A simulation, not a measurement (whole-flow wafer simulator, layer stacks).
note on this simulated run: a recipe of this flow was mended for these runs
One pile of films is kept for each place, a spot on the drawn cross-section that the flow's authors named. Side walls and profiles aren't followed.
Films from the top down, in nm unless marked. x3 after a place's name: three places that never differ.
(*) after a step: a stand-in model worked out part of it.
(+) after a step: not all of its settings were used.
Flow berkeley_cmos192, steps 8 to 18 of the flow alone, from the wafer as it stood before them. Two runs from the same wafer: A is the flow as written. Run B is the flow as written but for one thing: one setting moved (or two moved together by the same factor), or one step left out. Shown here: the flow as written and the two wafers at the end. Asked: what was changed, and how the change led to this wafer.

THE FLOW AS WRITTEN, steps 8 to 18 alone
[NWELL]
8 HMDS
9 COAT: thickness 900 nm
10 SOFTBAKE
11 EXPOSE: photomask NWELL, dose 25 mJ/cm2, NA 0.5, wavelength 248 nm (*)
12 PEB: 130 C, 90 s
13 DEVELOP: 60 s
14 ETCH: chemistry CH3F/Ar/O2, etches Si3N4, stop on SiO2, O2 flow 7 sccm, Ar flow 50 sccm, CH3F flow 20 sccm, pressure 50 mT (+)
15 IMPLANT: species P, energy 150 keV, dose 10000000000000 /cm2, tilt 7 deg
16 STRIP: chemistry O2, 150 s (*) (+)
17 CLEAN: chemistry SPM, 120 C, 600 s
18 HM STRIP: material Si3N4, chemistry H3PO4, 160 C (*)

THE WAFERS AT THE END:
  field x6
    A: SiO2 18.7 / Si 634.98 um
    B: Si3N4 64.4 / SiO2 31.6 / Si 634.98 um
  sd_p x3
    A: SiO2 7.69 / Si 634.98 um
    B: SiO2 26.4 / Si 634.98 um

The cause: step 18, HM STRIP: 128 C was run, where the flow has 160 C.

How the change led to this, step by step:
  18 HM STRIP: material Si3N4, chemistry H3PO4, 160 C (*)
      field x6: A Si3N4 -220 (all of it), SiO2 -12.9 | B Si3N4 -155.6
      sd_p x3: A SiO2 -20.3 | B SiO2 -1.57
